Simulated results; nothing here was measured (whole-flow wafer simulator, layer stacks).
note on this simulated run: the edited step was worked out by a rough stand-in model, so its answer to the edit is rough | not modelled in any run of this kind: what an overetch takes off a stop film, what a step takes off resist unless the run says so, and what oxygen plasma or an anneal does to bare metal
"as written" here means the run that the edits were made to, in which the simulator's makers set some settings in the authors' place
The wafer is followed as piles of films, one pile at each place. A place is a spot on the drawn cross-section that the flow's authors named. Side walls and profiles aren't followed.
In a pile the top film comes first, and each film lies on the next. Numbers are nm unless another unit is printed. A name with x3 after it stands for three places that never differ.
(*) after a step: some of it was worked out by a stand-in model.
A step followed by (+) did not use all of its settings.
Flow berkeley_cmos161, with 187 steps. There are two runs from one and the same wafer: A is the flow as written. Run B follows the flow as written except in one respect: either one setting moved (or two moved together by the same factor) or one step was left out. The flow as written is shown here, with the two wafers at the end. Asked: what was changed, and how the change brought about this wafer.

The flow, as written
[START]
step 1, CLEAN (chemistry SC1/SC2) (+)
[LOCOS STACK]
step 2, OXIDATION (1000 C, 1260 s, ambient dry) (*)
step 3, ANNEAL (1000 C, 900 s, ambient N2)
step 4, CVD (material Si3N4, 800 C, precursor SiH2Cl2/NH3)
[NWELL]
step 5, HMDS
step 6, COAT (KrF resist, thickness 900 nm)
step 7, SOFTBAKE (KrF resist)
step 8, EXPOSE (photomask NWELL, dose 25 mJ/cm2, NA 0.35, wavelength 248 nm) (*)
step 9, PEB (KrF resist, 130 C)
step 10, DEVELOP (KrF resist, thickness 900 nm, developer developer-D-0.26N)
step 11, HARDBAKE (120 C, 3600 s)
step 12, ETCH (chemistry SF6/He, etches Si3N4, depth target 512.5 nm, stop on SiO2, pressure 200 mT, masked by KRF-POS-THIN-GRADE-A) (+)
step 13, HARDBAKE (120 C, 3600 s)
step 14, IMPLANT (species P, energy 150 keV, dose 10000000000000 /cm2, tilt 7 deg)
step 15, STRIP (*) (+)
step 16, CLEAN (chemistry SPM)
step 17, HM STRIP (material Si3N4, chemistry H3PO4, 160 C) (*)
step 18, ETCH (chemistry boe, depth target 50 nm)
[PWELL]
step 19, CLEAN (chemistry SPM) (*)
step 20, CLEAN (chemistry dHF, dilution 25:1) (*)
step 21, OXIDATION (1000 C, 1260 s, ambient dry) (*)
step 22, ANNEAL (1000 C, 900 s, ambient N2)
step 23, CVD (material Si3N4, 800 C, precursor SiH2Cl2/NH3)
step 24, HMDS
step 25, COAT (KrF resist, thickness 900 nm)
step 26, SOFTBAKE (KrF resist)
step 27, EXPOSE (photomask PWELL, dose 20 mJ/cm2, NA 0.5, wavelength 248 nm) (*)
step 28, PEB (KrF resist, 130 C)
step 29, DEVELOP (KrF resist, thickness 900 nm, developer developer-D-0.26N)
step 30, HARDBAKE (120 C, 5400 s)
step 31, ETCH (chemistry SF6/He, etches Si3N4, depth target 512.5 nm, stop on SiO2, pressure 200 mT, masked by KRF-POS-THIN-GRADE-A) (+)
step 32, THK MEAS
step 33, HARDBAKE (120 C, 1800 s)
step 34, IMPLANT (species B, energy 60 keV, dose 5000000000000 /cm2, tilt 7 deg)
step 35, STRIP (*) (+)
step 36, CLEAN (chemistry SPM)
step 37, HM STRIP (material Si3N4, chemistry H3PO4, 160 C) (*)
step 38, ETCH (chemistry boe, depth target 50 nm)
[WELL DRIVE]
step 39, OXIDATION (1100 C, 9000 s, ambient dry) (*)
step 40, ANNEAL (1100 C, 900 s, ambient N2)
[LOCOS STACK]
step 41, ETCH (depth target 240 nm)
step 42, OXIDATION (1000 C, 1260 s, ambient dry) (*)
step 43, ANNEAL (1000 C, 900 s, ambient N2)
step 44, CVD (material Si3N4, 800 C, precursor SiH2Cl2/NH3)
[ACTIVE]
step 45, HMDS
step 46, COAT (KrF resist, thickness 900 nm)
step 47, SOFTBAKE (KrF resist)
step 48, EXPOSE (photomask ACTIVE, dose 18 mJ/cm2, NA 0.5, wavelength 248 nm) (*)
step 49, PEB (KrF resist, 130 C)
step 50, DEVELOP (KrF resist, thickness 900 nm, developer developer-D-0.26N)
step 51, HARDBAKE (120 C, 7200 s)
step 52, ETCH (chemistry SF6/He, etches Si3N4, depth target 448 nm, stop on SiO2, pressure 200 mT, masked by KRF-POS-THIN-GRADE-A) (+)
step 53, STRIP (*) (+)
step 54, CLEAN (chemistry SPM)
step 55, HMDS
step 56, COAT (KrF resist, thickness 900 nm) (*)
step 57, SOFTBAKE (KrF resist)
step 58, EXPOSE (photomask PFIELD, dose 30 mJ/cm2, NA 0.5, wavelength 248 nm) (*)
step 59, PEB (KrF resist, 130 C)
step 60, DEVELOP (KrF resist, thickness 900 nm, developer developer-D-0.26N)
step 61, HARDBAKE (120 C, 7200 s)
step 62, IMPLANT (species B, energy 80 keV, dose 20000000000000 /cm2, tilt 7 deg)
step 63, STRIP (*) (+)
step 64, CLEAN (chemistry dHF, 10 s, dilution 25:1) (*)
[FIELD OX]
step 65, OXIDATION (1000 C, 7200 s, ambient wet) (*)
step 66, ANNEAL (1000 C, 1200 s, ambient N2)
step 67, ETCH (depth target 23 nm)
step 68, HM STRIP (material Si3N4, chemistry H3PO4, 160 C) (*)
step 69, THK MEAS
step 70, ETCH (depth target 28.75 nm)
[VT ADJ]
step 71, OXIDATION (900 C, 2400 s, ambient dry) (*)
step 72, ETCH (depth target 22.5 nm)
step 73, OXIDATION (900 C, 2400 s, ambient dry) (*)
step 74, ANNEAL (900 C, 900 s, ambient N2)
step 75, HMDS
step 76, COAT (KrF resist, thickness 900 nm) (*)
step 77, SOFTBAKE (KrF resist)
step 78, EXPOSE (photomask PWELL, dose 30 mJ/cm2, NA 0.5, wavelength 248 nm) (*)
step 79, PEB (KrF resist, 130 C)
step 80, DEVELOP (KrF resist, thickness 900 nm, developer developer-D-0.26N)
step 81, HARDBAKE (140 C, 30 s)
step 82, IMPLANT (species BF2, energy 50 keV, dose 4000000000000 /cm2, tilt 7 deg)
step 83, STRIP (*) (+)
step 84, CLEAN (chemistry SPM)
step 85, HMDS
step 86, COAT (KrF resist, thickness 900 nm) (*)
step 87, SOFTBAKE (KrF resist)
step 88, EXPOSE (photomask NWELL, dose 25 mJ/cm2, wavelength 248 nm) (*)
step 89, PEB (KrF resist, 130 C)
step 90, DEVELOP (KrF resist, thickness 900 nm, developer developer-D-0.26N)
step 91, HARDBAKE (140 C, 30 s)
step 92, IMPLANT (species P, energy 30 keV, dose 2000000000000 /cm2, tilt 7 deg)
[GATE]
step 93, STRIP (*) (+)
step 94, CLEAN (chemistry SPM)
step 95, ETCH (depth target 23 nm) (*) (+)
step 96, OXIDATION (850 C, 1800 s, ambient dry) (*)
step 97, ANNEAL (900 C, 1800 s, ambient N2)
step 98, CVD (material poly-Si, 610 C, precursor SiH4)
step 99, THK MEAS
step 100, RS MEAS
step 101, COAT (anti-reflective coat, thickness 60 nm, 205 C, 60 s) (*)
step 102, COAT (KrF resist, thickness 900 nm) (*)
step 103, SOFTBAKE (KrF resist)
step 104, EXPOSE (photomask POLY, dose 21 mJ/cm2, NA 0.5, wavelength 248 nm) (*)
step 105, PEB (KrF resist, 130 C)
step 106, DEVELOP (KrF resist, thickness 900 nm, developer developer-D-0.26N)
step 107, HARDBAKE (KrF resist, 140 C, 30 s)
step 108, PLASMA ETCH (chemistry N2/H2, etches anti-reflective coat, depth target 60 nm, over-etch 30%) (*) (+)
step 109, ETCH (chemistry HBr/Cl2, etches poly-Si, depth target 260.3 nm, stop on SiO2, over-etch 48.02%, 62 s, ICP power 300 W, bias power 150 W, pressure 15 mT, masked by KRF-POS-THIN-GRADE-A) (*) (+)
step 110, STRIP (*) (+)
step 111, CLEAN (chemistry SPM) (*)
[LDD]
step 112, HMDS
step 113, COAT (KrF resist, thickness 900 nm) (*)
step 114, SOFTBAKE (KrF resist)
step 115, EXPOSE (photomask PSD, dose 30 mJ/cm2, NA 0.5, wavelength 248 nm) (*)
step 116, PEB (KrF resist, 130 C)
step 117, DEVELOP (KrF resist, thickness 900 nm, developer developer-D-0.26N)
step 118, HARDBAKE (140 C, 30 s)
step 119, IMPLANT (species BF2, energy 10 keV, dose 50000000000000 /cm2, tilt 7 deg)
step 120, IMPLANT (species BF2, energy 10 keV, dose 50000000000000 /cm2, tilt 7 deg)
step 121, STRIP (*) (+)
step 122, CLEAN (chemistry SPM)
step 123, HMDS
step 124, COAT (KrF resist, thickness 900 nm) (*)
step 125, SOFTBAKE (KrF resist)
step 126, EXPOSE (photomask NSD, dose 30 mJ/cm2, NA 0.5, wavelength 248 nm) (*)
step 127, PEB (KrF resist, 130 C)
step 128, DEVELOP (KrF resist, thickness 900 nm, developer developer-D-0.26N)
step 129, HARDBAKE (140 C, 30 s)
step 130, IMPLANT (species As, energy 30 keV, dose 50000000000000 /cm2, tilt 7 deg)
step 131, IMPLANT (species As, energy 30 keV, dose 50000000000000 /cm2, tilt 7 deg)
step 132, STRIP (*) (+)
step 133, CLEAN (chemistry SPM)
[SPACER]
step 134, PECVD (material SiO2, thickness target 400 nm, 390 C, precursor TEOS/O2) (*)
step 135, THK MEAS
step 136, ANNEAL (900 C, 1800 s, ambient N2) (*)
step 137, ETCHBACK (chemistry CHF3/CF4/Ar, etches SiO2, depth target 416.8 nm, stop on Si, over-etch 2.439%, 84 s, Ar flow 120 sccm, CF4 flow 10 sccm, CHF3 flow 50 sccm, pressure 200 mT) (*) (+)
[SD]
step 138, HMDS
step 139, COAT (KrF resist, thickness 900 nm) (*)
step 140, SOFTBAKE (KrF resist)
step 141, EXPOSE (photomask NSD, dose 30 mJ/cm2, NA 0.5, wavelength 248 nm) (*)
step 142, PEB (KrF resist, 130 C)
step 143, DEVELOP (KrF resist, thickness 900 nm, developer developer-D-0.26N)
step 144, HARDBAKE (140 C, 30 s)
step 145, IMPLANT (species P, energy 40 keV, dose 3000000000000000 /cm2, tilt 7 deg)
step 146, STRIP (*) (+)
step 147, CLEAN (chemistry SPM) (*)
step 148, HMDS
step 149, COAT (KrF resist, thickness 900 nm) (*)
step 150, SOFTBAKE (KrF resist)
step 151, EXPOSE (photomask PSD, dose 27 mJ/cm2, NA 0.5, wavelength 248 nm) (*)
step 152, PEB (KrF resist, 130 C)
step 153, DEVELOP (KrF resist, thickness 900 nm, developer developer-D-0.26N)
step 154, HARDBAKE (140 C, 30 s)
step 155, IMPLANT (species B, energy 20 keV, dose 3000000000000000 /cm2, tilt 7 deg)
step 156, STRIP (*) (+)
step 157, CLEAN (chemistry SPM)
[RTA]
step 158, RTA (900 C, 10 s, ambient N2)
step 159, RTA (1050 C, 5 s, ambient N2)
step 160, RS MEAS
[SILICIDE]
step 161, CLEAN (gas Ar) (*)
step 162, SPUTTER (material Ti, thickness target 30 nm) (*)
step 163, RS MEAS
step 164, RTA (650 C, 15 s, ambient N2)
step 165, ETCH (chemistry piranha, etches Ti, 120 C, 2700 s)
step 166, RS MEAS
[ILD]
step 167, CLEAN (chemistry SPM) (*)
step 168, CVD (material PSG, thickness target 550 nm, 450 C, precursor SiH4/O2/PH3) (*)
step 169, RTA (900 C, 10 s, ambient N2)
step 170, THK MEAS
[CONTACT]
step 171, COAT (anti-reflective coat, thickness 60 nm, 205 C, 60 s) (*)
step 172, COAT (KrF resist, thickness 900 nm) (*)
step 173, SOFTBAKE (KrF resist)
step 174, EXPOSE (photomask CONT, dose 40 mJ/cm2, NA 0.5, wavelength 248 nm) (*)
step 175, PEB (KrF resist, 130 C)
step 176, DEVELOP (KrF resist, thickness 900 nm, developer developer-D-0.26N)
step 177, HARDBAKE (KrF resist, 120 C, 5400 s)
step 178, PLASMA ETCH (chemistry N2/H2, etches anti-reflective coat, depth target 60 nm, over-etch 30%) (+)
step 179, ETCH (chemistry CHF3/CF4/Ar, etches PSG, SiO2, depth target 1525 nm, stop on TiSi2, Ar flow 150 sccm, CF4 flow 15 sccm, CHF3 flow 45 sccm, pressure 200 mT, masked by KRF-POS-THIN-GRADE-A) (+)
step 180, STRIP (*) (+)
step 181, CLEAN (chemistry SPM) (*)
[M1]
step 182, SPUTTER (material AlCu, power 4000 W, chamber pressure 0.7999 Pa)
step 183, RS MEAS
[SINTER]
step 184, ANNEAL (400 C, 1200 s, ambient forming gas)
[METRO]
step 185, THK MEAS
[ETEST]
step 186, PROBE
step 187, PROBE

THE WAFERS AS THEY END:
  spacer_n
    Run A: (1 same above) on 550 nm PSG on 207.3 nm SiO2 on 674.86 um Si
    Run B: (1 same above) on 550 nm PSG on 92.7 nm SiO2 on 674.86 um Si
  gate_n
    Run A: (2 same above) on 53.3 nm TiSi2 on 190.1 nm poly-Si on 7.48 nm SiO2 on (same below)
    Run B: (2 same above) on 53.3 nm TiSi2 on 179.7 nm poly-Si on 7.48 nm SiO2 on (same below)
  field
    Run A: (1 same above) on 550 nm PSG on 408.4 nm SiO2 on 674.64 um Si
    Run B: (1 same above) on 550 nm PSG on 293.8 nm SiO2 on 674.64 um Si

Cause: step 134, PECVD: thickness target 280 nm was run, whereas the flow has thickness target 400 nm.

The path from the change to this, step by step:
  step 134, PECVD (material SiO2, thickness target 400 nm, 390 C, precursor TEOS/O2) (*)
      field, sd_n, contact, m1: A SiO2 gains 400 | B SiO2 gains 280
      spacer_n, sd_p, spacer_p: A SiO2 gains 385 | B SiO2 gains 269.9
      (as well as at 2 more places)
  step 136, ANNEAL (900 C, 1800 s, ambient N2) (*)
      field, sd_n, gate_n, gate_p, contact, m1: A SiO2 loses 18 | B SiO2 loses 12.6
      spacer_n, sd_p, spacer_p: A SiO2 loses 17.3 | B SiO2 loses 12.1
  step 137, ETCHBACK (chemistry CHF3/CF4/Ar, etches SiO2, depth target 416.8 nm, stop on Si, over-etch 2.439%, 84 s, Ar flow 120 sccm, CF4 flow 10 sccm, CHF3 flow 50 sccm, pressure 200 mT) (*) (+)
      spacer_n, spacer_p: A SiO2 loses 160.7 | B SiO2 loses 165.4
      gate_n, gate_p: A SiO2 loses 382 (all of it), chemical SiO2 loses 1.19 (all of it), poly-Si loses 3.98 | B SiO2 loses 267.4 (all of it), chemical SiO2 loses 1.19 (all of it), poly-Si loses 14.4
      (as well as at 4 more places)
  step 139, COAT (KrF resist, thickness 900 nm) (*)
      field: A KrF resist gains 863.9 (new film) | B KrF resist gains 887.2 (new film)
      sd_n: A KrF resist gains 1008.1 (new film) | B KrF resist gains 942 (new film)
      (as well as at 7 more places)
  step 143, DEVELOP (KrF resist, thickness 900 nm, developer developer-D-0.26N)
      sd_n: A KrF resist loses 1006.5 (all of it) | B KrF resist loses 940.5 (all of it)
      spacer_n: A KrF resist loses 815.5 (all of it) | B KrF resist loses 870.7 (all of it)
      (as well as at 2 more places)
  step 144, HARDBAKE (140 C, 30 s)
      field: A KrF resist loses 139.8 | B KrF resist loses 143.5
      sd_p: A KrF resist loses 163.7 | B KrF resist loses 154.4
      (as well as at 3 more places)
  step 146, STRIP (*) (+)
      field: A KrF resist loses 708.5 (all of it) | B KrF resist loses 728.1 (all of it)
      sd_p: A chemical SiO2 gains 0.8 (new film), KrF resist loses 832.5 (all of it), Si loses 0.35 | B chemical SiO2 gains 0.79 (new film), KrF resist loses 783.6 (all of it), Si loses 0.35
      (as well as at 3 more places)
  step 149, COAT (KrF resist, thickness 900 nm) (*)
      field: A KrF resist gains 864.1 (new film) | B KrF resist gains 887.4 (new film)
      sd_n: A KrF resist gains 1007.8 (new film) | B KrF resist gains 941.7 (new film)
      (as well as at 7 more places)
  step 153, DEVELOP (KrF resist, thickness 900 nm, developer developer-D-0.26N)
      sd_p: A KrF resist loses 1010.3 (all of it) | B KrF resist loses 952 (all of it)
      spacer_p: A KrF resist loses 808.8 (all of it) | B KrF resist loses 869 (all of it)
      (as well as at 1 more place)
  step 154, HARDBAKE (140 C, 30 s)
      field: A KrF resist loses 139.8 | B KrF resist loses 143.5
      sd_n: A KrF resist loses 163 | B KrF resist loses 152.5
      (as well as at 4 more places)
  step 156, STRIP (*) (+)
      field: A KrF resist loses 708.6 (all of it) | B KrF resist loses 728.2 (all of it)
      sd_n: A KrF resist loses 828.9 (all of it), chemical SiO2 gains 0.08 | B KrF resist loses 773.5 (all of it), chemical SiO2 gains 0.08
      (as well as at 4 more places)
  step 168, CVD (material PSG, thickness target 550 nm, 450 C, precursor SiH4/O2/PH3) (*)
      sd_p: A PSG gains 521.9 (new film) | B PSG gains 540 (new film)
  step 171, COAT (anti-reflective coat, thickness 60 nm, 205 C, 60 s) (*)
      field: A anti-reflective coat gains 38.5 (new film) | B anti-reflective coat gains 36 (new film)
      sd_n: A anti-reflective coat gains 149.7 (new film) | B anti-reflective coat gains 94.1 (new film)
      (as well as at 7 more places)
  step 172, COAT (KrF resist, thickness 900 nm) (*)
      field: A KrF resist gains 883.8 (new film) | B KrF resist gains 902.1 (new film)
      gate_n: A KrF resist gains 807.8 (new film) | B KrF resist gains 761.2 (new film)
      (as well as at 4 more places)
  step 176, DEVELOP (KrF resist, thickness 900 nm, developer developer-D-0.26N)
      contact: A KrF resist loses 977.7 (all of it) | B KrF resist loses 915.7 (all of it)
  step 178, PLASMA ETCH (chemistry N2/H2, etches anti-reflective coat, depth target 60 nm, over-etch 30%) (+)
      field, sd_n, spacer_n, gate_n, sd_p, spacer_p, gate_p, m1: A KrF resist loses 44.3 | B KrF resist loses 51.7
      contact: A anti-reflective coat loses 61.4 (all of it), PSG loses 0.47 | B anti-reflective coat loses 71.5 (all of it), PSG loses 0.55
  ... 1 further step ...
  step 182, SPUTTER (material AlCu, power 4000 W, chamber pressure 0.7999 Pa)
      sd_p: A AlCu gains 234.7 (new film) | B AlCu gains 266.4 (new film)
